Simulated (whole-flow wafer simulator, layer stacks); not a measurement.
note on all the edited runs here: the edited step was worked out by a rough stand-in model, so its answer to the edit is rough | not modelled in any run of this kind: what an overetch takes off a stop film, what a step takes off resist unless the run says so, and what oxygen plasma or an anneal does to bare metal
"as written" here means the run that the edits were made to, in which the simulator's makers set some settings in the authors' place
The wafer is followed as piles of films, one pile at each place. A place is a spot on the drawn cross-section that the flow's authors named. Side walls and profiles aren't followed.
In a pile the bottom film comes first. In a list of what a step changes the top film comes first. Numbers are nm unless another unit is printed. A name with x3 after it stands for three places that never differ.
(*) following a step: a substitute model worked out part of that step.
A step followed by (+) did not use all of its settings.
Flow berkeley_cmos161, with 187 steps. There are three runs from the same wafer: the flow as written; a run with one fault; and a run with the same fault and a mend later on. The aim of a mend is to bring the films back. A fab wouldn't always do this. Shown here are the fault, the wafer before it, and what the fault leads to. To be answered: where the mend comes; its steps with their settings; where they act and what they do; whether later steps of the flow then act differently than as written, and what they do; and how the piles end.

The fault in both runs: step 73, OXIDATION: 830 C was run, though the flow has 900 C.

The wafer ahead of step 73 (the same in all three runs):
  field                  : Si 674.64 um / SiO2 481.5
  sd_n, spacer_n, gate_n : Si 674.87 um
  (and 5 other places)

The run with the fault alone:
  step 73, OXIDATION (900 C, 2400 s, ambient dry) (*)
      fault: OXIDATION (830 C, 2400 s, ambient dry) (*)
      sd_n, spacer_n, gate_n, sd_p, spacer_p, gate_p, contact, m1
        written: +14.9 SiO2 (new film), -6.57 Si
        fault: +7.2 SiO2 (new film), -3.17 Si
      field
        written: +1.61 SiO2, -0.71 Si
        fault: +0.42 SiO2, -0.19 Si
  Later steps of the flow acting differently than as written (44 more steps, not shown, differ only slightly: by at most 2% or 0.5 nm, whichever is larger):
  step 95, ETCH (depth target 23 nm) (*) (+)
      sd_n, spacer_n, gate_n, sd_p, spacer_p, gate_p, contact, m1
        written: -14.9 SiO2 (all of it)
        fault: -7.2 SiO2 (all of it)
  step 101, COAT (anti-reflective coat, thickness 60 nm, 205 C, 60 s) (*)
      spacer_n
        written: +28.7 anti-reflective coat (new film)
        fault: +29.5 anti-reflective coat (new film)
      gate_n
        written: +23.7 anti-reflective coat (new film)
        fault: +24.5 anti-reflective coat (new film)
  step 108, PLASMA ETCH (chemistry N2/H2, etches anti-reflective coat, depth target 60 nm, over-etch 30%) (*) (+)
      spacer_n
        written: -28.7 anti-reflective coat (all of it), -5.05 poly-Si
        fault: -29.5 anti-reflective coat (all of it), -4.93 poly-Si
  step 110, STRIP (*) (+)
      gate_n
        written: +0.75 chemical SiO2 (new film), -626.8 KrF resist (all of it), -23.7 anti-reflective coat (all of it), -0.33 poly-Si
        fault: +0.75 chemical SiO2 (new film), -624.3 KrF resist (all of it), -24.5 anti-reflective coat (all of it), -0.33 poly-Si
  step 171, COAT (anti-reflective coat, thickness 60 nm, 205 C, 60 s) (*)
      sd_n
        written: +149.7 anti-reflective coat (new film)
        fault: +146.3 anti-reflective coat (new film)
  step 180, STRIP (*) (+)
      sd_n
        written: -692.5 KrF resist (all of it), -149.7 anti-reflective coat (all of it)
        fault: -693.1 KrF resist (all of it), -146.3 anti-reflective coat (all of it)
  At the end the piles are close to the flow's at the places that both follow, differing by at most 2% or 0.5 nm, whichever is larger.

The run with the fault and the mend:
  The mend stands after step 81.
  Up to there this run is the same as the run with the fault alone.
  step 81a, STRIP (*) (+)
      sd_p
        -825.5 KrF resist (all of it)
      spacer_p
        -807.5 KrF resist (all of it)
      gate_p
        -806.4 KrF resist (all of it)
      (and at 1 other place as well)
  step 81b, CLEAN (chemistry SPM)
      leaves every film unchanged at each place that is followed
  step 81c, OXIDATION (900 C, 1629 s, ambient dry) (*) (the flow's step 73 again, with other settings)
      sd_n, spacer_n, gate_n, sd_p, spacer_p, gate_p, contact, m1
        +7.71 SiO2, -3.39 Si
      field
        +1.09 SiO2, -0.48 Si
  step 81d, HMDS (the flow's step 75 again)
      leaves every film unchanged at each place that is followed
  step 81e, COAT (KrF resist, thickness 900 nm) (*) (the flow's step 76 again)
      field
        +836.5 KrF resist (new film)
      sd_n
        +1024.4 KrF resist (new film)
      spacer_n
        +984.7 KrF resist (new film)
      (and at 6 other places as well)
  step 81f, SOFTBAKE (KrF resist) (the flow's step 77 again)
      leaves every film unchanged at each place that is followed
  step 81g, EXPOSE (photomask PWELL, dose 30 mJ/cm2, NA 0.5, wavelength 248 nm) (*) (the flow's step 78 again)
      leaves every film unchanged at each place that is followed
  step 81h, PEB (KrF resist, 130 C) (the flow's step 79 again)
      sd_n, m1
        -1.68 KrF resist
      spacer_n, gate_n
        -1.61 KrF resist
      spacer_p, gate_p
        -1.6 KrF resist
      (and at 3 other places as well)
  step 81i, DEVELOP (KrF resist, thickness 900 nm, developer developer-D-0.26N) (the flow's step 80 again)
      sd_p, spacer_p, gate_p, m1
        -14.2 KrF resist
      field
        -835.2 KrF resist (all of it)
      sd_n
        -1022.8 KrF resist (all of it)
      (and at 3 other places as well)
  step 81j, HARDBAKE (140 C, 30 s) (the flow's step 81 again)
      sd_p
        -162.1 KrF resist
      spacer_p
        -158.7 KrF resist
      gate_p
        -158.5 KrF resist
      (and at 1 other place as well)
  Every later step of the flow that is run acts as written, at every place that is followed, to within 2% or 0.5 nm, whichever is larger.
  At the end the piles are close to the flow's at the places that both follow, differing by at most 2% or 0.5 nm, whichever is larger.
